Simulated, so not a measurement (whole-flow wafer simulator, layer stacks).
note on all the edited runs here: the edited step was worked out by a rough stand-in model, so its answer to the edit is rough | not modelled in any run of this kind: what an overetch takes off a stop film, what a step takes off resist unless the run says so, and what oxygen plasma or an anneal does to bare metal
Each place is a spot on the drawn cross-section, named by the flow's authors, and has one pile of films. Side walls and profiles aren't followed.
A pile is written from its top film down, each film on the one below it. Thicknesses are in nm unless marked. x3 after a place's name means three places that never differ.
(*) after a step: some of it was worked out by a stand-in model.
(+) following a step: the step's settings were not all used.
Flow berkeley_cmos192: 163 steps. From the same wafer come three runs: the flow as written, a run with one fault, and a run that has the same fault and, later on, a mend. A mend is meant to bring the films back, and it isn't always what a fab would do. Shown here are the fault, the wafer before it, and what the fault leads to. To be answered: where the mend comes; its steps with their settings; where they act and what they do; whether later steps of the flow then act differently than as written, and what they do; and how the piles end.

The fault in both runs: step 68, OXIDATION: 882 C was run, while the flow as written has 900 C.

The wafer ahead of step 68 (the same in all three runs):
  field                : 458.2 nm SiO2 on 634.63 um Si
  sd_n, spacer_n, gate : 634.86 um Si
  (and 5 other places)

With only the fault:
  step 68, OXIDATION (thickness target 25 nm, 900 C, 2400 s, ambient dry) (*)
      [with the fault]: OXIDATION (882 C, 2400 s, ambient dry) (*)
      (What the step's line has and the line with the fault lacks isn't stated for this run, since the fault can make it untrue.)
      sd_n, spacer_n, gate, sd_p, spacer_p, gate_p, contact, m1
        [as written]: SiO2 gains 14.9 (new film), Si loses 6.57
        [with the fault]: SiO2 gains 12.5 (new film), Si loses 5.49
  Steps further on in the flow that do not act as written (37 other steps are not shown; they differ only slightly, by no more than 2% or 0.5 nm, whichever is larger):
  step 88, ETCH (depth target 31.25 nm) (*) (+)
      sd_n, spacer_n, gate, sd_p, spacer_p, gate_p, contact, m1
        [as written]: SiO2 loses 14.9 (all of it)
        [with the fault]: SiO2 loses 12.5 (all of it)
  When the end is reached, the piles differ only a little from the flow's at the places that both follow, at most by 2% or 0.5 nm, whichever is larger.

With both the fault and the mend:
  The mend follows step 75.
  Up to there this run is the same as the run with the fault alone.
  step 75a, STRIP (150 s) (*) (+)
      sd_p
        KrF resist loses 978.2 (all of it)
      spacer_p
        KrF resist loses 959.7 (all of it)
      gate_p
        KrF resist loses 958.8 (all of it)
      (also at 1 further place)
  step 75b, CLEAN (chemistry SPM)
      does not change any film at any place that is followed
  step 75c, OXIDATION (900 C, 566 s, ambient dry) (*) (the flow's step 68 again, with other settings)
      sd_n, spacer_n, gate, sd_p, spacer_p, gate_p, contact, m1
        SiO2 gains 2.4, Si loses 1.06
      field
        SiO2 gains 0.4, Si loses 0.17
  step 75d, HMDS (the flow's step 70 again)
      does not change any film at any place that is followed
  step 75e, COAT (KrF resist, thickness 900 nm) (*) (the flow's step 71 again)
      spacer_n, gate
        KrF resist gains 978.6 (new film)
      field
        KrF resist gains 842.4 (new film)
      sd_n
        KrF resist gains 1013.2 (new film)
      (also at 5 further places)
  step 75f, SOFTBAKE (KrF resist) (the flow's step 72 again)
      does not change any film at any place that is followed
  step 75g, EXPOSE (photomask PWELL, dose 30 mJ/cm2, NA 0.5, wavelength 248 nm) (*) (the flow's step 73 again)
      does not change any film at any place that is followed
  step 75h, PEB (KrF resist, 130 C, 60 s) (the flow's step 74 again)
      sd_n, m1
        KrF resist loses 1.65
      spacer_n, gate
        KrF resist loses 1.58
      spacer_p, gate_p
        KrF resist loses 1.57
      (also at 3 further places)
  step 75i, DEVELOP (KrF resist, thickness 900 nm, developer developer-D-0.26N, 45 s) (the flow's step 75 again)
      sd_p, spacer_p, gate_p, m1
        KrF resist loses 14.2
      field
        KrF resist loses 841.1 (all of it)
      sd_n
        KrF resist loses 1011.6 (all of it)
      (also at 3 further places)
  Every later step of the flow that is run acts as written, at every place that is followed, to within 2% or 0.5 nm, whichever is larger.
  When the end is reached, the piles differ only a little from the flow's at the places that both follow, at most by 2% or 0.5 nm, whichever is larger.
